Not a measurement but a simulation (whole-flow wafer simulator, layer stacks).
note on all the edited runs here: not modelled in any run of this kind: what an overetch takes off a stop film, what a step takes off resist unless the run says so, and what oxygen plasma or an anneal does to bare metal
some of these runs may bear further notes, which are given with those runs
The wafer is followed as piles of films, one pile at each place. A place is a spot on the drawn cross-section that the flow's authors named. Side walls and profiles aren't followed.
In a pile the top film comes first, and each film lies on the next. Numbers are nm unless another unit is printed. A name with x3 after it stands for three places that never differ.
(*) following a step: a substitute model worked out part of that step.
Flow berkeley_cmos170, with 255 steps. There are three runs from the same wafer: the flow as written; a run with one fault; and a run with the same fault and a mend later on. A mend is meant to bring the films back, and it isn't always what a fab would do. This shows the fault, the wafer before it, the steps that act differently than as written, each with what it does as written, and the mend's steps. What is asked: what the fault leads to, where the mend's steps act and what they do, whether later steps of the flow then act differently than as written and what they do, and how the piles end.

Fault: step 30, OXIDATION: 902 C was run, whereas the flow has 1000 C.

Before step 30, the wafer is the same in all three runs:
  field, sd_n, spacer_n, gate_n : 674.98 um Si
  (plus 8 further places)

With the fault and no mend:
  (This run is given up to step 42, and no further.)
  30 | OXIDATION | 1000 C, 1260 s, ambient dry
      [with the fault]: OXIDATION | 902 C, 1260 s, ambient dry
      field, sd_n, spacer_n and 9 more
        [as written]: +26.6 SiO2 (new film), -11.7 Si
        [with the fault]: +10.2 SiO2 (new film), -4.47 Si
  None of the later steps of the flow up to step 42 acts differently than as written at any place that is followed.
  Once step 42 is done, the piles at field, sd_n, spacer_n and 9 more depart from the flow's by more than 2% or 0.5 nm, whichever is larger.
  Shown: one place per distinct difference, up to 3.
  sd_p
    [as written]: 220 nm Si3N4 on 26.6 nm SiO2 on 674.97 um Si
    [with the fault]: 220 nm Si3N4 on 10.2 nm SiO2 on 674.97 um Si
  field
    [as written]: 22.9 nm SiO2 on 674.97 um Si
    [with the fault]: 6.49 nm SiO2 on 674.97 um Si

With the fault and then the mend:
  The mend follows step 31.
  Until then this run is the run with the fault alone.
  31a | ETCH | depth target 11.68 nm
      field, sd_n, spacer_n and 9 more
        -10.2 SiO2 (all of it)
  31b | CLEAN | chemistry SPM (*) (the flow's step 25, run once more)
      field, sd_n, spacer_n and 9 more
        +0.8 chemical SiO2 (new film), -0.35 Si
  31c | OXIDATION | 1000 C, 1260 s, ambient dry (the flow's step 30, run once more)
      field, sd_n, spacer_n and 9 more
        +26.7 SiO2 (new film), -0.8 chemical SiO2 (all of it), -11.4 Si
  None of the later steps of the flow differs from how it acts as written, at any place that is followed, by more than 2% or 0.5 nm, whichever is larger.
  When the end is reached, the piles differ only a little from the flow's at the places that both follow, at most by 2% or 0.5 nm, whichever is larger.
